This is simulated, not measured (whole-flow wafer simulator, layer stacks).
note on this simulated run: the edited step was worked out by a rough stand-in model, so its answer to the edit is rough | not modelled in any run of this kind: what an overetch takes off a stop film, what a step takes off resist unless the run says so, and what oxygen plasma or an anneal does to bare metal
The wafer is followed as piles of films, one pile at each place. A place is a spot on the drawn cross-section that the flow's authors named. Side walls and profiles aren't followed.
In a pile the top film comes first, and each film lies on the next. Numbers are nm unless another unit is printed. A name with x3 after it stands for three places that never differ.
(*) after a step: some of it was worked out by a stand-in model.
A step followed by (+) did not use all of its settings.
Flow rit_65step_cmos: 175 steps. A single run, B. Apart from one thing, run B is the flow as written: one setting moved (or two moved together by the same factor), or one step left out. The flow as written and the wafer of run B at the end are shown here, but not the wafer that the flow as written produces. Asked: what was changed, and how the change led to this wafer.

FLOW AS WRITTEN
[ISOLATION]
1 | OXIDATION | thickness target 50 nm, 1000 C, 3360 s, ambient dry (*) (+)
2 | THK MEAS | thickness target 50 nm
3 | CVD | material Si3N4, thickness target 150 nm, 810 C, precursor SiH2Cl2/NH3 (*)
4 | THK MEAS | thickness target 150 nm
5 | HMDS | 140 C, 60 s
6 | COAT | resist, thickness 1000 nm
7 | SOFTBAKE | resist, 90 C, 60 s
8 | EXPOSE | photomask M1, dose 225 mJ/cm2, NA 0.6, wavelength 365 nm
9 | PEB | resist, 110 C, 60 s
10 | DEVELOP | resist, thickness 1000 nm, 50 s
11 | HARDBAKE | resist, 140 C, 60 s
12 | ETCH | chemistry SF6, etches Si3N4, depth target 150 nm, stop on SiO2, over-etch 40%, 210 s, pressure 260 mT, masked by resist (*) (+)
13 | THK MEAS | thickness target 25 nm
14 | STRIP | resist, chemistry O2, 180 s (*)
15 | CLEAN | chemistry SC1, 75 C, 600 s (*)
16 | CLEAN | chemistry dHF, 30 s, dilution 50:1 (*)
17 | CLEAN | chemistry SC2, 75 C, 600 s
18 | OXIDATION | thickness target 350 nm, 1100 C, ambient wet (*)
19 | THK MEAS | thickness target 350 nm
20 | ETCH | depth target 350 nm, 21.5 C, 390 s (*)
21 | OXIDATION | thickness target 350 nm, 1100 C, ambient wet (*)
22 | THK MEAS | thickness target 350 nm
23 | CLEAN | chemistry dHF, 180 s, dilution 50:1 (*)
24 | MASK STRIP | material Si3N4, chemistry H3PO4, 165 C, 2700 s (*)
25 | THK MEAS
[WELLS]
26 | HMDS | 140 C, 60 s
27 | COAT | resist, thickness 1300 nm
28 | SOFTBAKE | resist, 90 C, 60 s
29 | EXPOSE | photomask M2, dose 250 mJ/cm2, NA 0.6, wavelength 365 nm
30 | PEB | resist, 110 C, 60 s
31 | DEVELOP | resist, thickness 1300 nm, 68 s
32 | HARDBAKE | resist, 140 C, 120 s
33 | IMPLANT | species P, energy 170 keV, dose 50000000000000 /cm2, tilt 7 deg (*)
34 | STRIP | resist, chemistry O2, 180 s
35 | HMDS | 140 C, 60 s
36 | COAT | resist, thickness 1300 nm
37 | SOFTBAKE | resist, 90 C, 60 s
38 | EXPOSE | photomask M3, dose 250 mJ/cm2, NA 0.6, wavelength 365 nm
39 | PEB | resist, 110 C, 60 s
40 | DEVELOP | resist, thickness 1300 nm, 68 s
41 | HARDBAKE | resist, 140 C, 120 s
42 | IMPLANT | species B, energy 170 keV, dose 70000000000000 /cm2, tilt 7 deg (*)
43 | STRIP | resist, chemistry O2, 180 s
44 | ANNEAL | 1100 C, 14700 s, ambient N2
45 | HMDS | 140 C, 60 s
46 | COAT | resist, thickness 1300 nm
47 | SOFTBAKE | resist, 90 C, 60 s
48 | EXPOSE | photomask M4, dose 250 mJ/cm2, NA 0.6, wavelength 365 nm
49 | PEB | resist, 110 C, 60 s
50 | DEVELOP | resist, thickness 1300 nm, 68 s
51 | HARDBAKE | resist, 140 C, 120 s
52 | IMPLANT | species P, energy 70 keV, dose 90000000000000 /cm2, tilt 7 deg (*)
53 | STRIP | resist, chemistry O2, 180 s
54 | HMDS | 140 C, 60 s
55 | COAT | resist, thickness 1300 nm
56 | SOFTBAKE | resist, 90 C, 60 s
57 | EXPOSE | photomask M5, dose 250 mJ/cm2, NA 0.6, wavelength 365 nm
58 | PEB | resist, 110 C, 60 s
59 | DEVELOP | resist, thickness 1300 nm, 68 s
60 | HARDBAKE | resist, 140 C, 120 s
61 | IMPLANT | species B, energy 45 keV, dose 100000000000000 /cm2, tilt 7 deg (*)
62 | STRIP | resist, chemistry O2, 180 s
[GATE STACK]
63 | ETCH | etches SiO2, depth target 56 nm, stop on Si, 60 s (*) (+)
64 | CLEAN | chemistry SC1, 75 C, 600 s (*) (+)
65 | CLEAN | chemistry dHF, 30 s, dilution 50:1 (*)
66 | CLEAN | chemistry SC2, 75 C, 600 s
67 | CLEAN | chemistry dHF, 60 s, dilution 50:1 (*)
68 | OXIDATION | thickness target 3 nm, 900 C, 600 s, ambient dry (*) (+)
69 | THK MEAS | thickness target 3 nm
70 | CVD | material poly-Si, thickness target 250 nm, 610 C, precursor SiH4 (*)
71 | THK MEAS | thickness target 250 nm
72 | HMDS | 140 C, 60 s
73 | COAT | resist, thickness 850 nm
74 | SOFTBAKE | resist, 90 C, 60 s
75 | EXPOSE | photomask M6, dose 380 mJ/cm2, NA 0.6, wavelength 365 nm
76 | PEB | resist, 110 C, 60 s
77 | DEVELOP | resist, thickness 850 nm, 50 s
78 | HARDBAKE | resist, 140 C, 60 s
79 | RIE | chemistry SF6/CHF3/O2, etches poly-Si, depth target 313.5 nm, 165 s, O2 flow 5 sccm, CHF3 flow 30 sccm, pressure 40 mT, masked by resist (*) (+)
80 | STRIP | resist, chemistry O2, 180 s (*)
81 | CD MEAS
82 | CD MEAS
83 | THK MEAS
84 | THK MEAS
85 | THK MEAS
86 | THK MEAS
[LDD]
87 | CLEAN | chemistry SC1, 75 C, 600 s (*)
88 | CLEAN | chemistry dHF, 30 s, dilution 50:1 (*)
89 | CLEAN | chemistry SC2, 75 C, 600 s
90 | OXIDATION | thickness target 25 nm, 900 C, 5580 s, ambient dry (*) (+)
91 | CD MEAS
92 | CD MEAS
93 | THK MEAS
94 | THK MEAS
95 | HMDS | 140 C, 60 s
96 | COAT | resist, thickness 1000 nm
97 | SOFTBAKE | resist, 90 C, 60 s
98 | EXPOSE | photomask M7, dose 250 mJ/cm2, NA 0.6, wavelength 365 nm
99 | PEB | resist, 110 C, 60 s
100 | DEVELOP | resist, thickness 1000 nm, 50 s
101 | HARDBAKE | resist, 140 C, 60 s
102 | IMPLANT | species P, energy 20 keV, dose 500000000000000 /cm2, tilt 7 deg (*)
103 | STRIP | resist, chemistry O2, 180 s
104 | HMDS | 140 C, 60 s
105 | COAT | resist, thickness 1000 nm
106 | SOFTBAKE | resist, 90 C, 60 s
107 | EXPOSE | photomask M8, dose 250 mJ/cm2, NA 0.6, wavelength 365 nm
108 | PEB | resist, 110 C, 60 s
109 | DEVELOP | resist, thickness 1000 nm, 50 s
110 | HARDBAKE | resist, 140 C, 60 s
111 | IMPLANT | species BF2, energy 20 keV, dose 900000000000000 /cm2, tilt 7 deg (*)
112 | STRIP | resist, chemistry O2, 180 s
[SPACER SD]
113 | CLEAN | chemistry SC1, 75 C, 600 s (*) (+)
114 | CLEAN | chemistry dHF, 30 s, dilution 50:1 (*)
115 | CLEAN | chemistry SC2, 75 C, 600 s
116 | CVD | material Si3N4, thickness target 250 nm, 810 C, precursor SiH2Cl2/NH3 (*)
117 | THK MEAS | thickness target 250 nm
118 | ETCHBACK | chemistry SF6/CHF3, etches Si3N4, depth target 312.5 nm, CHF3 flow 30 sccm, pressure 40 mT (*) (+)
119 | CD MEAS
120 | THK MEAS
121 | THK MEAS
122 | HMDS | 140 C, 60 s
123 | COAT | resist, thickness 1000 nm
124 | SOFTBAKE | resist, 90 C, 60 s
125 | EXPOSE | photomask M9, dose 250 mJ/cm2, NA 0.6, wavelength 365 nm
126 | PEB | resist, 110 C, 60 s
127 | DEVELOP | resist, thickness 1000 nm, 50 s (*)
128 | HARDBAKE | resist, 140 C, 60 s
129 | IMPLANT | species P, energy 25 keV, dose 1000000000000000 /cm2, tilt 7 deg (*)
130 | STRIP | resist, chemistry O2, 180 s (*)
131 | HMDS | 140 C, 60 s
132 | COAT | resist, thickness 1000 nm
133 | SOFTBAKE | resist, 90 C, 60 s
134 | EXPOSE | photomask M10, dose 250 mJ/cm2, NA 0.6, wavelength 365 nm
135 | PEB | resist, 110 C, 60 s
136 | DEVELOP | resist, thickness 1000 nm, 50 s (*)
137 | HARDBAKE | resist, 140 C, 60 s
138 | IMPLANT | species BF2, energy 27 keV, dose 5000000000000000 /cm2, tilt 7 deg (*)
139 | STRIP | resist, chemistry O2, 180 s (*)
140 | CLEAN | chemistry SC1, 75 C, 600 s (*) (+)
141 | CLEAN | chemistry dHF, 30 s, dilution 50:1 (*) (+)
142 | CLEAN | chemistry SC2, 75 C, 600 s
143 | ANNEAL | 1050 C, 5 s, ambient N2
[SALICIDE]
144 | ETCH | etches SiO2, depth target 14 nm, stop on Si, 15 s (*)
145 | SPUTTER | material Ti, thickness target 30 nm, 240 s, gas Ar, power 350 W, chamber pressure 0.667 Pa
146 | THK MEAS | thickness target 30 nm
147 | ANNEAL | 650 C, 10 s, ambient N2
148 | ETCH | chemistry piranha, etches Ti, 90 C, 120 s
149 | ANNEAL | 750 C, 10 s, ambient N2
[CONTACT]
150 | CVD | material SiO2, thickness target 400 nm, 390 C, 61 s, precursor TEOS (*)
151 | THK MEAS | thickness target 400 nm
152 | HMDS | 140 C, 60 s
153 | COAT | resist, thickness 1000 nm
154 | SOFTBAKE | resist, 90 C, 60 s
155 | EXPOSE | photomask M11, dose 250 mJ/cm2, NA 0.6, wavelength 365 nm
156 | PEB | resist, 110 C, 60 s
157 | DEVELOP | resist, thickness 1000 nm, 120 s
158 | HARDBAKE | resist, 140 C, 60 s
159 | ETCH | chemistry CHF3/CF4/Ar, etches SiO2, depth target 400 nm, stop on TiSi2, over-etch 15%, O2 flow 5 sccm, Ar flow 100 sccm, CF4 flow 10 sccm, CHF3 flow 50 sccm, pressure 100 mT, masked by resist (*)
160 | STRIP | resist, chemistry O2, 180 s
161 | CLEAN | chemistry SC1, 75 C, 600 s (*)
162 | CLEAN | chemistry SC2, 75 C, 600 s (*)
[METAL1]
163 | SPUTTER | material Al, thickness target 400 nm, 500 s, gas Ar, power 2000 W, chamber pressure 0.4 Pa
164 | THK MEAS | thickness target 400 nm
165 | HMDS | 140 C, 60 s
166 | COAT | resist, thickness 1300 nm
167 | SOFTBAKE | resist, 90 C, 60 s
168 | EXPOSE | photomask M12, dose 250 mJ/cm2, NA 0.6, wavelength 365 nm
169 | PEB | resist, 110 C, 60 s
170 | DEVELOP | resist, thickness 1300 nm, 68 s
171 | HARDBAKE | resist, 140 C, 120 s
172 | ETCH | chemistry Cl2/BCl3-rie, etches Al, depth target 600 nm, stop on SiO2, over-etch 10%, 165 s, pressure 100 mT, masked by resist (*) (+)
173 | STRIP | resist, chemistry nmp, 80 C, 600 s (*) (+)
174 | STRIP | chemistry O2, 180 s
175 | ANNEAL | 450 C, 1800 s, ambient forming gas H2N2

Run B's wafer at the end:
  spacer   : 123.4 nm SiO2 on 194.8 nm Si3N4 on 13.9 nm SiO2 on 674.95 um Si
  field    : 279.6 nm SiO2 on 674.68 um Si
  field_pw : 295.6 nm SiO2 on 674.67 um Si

The reason: step 150, CVD: thickness target 160 nm was run, while the flow as written has thickness target 400 nm.

Step by step, how the change led to this:
  150 | CVD | material SiO2, thickness target 400 nm, 390 C, 61 s, precursor TEOS (*)
      field, field_pw, field_nw, field_p: +160 SiO2 (in the flow as written it would be: +400 SiO2)
      spacer, spacer_p: +160 SiO2 (new film) (in the flow as written it would be: +400 SiO2 (new film))
      (also at 2 further places)
  159 | ETCH | chemistry CHF3/CF4/Ar, etches SiO2, depth target 400 nm, stop on TiSi2, over-etch 15%, O2 flow 5 sccm, Ar flow 100 sccm, CF4 flow 10 sccm, CHF3 flow 50 sccm, pressure 100 mT, masked by resist (*)
      field, field_pw, field_nw, field_p, gate_n, gate_p, spacer, spacer_p: -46 resist (in the flow as written it would be: -115 resist)
  160 | STRIP | resist, chemistry O2, 180 s
      field: -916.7 resist (all of it) (in the flow as written it would be: -851 resist (all of it))
      field_pw: -886.9 resist (all of it) (in the flow as written it would be: -820.1 resist (all of it))
      (also at 6 further places)
  163 | SPUTTER | material Al, thickness target 400 nm, 500 s, gas Ar, power 2000 W, chamber pressure 0.4 Pa
      gate_n, gate_p: +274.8 Al (new film) (in the flow as written it would be: +396 Al (new film))
  166 | COAT | resist, thickness 1300 nm
      gate_n: +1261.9 resist (new film) (in the flow as written it would be: +1131.7 resist (new film))
      gate_p: +1263.7 resist (new film) (in the flow as written it would be: +1135.6 resist (new film))
  169 | PEB | resist, 110 C, 60 s
      gate_n: -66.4 resist (in the flow as written it would be: -59.1 resist)
      gate_p: -66.5 resist (in the flow as written it would be: -59.3 resist)
  170 | DEVELOP | resist, thickness 1300 nm, 68 s
      gate_n: -1195.5 resist (all of it) (in the flow as written it would be: -1072.6 resist (all of it))
      gate_p: -1197.2 resist (all of it) (in the flow as written it would be: -1076.3 resist (all of it))
  172 | ETCH | chemistry Cl2/BCl3-rie, etches Al, depth target 600 nm, stop on SiO2, over-etch 10%, 165 s, pressure 100 mT, masked by resist (*) (+)
      gate_n, gate_p: -274.8 Al (all of it), -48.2 SiO2 (in the flow as written it would be: -396 Al (all of it), -33 SiO2)
